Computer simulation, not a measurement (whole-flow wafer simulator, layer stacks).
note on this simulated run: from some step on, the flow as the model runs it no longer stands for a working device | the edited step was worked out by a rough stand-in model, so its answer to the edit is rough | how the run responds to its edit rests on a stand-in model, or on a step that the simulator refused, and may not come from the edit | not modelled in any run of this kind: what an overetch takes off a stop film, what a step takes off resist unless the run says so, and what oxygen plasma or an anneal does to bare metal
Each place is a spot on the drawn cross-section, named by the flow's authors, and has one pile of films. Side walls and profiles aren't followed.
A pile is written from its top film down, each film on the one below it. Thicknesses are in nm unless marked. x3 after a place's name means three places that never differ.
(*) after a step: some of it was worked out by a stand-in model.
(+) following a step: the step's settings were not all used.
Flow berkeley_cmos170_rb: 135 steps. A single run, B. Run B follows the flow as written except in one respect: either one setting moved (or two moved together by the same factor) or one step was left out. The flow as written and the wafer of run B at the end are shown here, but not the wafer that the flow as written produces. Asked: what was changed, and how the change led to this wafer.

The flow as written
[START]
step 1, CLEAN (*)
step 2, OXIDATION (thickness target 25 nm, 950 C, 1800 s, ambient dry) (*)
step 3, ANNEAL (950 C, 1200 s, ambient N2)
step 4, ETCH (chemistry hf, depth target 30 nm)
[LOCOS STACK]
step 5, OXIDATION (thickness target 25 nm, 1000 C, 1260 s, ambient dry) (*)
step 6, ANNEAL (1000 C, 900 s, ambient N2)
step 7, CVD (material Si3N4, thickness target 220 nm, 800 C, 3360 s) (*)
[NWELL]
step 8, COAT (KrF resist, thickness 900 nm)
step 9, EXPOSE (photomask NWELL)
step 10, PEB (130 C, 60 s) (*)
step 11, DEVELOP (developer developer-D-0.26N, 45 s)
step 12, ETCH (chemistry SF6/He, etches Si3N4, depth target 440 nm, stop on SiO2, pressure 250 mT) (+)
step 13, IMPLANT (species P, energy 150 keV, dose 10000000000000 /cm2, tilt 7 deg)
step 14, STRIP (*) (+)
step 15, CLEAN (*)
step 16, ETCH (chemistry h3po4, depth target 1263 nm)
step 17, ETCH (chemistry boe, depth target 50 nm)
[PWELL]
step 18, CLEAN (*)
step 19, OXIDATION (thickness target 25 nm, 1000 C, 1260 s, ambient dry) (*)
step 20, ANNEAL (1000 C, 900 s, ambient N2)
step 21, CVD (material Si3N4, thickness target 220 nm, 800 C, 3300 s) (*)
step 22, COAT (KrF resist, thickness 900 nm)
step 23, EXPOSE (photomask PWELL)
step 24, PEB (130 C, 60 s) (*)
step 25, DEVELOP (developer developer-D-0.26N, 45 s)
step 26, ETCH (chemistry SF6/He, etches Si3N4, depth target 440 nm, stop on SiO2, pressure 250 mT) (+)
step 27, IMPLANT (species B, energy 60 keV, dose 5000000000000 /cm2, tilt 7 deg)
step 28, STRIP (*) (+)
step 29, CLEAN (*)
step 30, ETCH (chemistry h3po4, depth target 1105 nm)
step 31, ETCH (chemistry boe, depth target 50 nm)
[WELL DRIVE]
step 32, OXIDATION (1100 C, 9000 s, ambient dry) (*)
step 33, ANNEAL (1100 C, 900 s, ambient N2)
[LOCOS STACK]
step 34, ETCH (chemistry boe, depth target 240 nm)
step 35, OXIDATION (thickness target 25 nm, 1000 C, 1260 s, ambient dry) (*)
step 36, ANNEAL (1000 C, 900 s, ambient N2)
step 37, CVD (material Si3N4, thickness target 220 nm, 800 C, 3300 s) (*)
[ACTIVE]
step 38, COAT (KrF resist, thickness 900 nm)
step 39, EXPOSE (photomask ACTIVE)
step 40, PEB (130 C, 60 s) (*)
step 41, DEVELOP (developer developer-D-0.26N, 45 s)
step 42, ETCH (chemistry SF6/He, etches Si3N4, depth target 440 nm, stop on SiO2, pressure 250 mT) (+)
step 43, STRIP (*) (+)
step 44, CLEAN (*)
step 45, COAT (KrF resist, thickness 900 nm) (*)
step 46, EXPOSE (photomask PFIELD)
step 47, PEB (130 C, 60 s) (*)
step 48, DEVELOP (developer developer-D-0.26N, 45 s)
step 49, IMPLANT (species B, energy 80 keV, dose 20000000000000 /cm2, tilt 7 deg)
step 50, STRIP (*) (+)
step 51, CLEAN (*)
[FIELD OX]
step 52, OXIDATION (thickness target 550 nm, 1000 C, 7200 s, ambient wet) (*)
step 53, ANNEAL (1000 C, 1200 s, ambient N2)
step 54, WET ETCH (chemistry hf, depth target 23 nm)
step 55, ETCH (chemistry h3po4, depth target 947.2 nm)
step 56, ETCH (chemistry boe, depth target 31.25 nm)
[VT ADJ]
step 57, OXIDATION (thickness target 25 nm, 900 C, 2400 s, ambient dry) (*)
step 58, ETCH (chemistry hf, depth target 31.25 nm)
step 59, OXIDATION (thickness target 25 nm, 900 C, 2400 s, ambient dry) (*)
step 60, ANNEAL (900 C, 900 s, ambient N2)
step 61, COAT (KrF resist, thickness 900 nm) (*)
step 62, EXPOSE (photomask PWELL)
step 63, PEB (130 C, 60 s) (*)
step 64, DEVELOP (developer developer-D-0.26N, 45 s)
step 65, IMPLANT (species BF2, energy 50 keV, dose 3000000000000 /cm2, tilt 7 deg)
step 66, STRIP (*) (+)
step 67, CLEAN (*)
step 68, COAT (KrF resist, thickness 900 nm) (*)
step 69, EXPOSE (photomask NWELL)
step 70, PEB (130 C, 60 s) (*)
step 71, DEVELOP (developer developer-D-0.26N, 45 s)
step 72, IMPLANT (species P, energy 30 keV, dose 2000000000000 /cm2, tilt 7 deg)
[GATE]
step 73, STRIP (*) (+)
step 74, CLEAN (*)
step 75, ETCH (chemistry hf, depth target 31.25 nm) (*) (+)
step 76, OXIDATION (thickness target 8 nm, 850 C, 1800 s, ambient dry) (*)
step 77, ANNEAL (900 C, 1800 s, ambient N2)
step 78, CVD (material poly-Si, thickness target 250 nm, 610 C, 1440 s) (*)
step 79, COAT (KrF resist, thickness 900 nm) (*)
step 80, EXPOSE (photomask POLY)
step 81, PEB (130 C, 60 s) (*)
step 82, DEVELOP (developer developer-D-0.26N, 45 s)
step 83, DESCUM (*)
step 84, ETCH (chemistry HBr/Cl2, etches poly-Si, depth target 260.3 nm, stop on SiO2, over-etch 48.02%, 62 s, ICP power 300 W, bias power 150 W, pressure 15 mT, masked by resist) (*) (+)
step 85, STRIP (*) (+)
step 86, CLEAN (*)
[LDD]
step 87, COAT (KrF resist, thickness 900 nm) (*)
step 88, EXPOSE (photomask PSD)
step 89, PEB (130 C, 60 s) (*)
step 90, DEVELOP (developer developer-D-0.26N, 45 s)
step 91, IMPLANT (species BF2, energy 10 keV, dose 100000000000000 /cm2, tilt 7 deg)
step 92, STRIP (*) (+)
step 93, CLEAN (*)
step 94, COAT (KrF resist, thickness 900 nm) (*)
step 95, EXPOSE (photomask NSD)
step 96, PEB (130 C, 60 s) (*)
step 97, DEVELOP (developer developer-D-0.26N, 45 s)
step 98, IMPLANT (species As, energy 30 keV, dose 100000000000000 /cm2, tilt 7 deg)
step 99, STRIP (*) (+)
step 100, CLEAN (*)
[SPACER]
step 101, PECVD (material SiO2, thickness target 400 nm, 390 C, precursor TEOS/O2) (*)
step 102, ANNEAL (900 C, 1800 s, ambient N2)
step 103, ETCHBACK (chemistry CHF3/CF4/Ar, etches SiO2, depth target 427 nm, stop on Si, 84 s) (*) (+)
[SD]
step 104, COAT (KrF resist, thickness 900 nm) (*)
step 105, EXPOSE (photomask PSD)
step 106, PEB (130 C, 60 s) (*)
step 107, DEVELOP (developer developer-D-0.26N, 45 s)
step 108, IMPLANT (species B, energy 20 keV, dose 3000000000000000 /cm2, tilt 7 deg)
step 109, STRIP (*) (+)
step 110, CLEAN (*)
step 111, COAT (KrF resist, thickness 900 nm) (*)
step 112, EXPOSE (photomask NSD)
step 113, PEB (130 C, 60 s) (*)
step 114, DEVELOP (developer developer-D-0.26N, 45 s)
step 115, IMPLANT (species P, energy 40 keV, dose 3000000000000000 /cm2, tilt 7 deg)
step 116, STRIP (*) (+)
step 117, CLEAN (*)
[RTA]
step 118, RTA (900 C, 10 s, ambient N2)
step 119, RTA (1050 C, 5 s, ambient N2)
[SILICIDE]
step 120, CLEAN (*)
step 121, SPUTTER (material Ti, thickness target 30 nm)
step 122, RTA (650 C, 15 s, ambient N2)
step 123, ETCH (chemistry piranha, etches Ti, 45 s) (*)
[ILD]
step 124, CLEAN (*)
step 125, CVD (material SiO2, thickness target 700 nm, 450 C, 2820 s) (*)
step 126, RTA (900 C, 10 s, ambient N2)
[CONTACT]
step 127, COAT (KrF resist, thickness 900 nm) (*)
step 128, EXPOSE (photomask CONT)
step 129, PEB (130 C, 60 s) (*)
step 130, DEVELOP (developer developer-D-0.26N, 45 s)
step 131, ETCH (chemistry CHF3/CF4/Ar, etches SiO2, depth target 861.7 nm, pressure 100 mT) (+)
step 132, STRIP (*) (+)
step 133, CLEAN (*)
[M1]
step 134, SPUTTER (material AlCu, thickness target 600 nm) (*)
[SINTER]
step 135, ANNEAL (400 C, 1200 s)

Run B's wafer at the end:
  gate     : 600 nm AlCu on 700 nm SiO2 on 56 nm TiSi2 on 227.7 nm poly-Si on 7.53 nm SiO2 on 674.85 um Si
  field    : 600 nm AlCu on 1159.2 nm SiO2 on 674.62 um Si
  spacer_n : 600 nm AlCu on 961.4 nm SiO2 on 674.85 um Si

The reason: step 78, CVD: thickness target 281 nm was run, whereas the flow has thickness target 250 nm; step 78, CVD: 1617 s was run, where the flow has 1440 s.

The path from the change to this, step by step:
  step 78, CVD (material poly-Si, thickness target 250 nm, 610 C, 1440 s) (*)
      field, sd_n, spacer_n and 6 more: +281 poly-Si (new film) (as written it would have been: +250 poly-Si (new film))
  step 84, ETCH (chemistry HBr/Cl2, etches poly-Si, depth target 260.3 nm, stop on SiO2, over-etch 48.02%, 62 s, ICP power 300 W, bias power 150 W, pressure 15 mT, masked by resist) (*) (+)
      field, sd_n, spacer_n, sd_p, spacer_p, contact, m1: -281 poly-Si (all of it), -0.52 SiO2 (as written it would have been: -250 poly-Si (all of it), -1.42 SiO2)
  step 87, COAT (KrF resist, thickness 900 nm) (*)
      gate: +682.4 KrF resist (new film) (as written it would have been: +706 KrF resist (new film))
      gate_p: +682.9 KrF resist (new film) (as written it would have been: +706.3 KrF resist (new film))
  step 90, DEVELOP (developer developer-D-0.26N, 45 s)
      gate_p: -682.9 KrF resist (all of it) (as written it would have been: -706.3 KrF resist (all of it))
  step 92, STRIP (*) (+)
      gate: -668.2 KrF resist (all of it) (as written it would have been: -691.8 KrF resist (all of it))
  step 94, COAT (KrF resist, thickness 900 nm) (*)
      gate: +682.4 KrF resist (new film) (as written it would have been: +706 KrF resist (new film))
      gate_p: +682.9 KrF resist (new film) (as written it would have been: +706.3 KrF resist (new film))
  step 97, DEVELOP (developer developer-D-0.26N, 45 s)
      gate: -682.4 KrF resist (all of it) (as written it would have been: -706 KrF resist (all of it))
  step 99, STRIP (*) (+)
      gate_p: -668.7 KrF resist (all of it) (as written it would have been: -692.1 KrF resist (all of it))
  step 103, ETCHBACK (chemistry CHF3/CF4/Ar, etches SiO2, depth target 427 nm, stop on Si, 84 s) (*) (+)
      spacer_n, spacer_p: -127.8 SiO2 (as written it would have been: -157.9 SiO2)
  step 104, COAT (KrF resist, thickness 900 nm) (*)
      spacer_n: +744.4 KrF resist (new film) (as written it would have been: +766.3 KrF resist (new film))
      gate: +720.7 KrF resist (new film) (as written it would have been: +742.1 KrF resist (new film))
      (and at 2 other places as well)
  step 107, DEVELOP (developer developer-D-0.26N, 45 s)
      spacer_p: -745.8 KrF resist (all of it) (as written it would have been: -767.7 KrF resist (all of it))
      gate_p: -721.8 KrF resist (all of it) (as written it would have been: -743.2 KrF resist (all of it))
  step 109, STRIP (*) (+)
      spacer_n: -730.2 KrF resist (all of it) (as written it would have been: -752.1 KrF resist (all of it))
      gate: -706.5 KrF resist (all of it) (as written it would have been: -727.9 KrF resist (all of it))
  step 111, COAT (KrF resist, thickness 900 nm) (*)
      spacer_n: +744.4 KrF resist (new film) (as written it would have been: +766.3 KrF resist (new film))
      gate: +720.7 KrF resist (new film) (as written it would have been: +742.1 KrF resist (new film))
      (and at 2 other places as well)
  step 114, DEVELOP (developer developer-D-0.26N, 45 s)
      spacer_n: -744.4 KrF resist (all of it) (as written it would have been: -766.3 KrF resist (all of it))
      gate: -720.7 KrF resist (all of it) (as written it would have been: -742.1 KrF resist (all of it))
  step 116, STRIP (*) (+)
      spacer_p: -731.5 KrF resist (all of it) (as written it would have been: -753.5 KrF resist (all of it))
      gate_p: -707.6 KrF resist (all of it) (as written it would have been: -729 KrF resist (all of it))
  step 132, STRIP (*) (+)
      spacer_n: -575.9 KrF resist (all of it) (as written it would have been: -590.2 KrF resist (all of it))
      gate: -556.5 KrF resist (all of it) (as written it would have been: -568.8 KrF resist (all of it))
      (and at 2 other places as well)
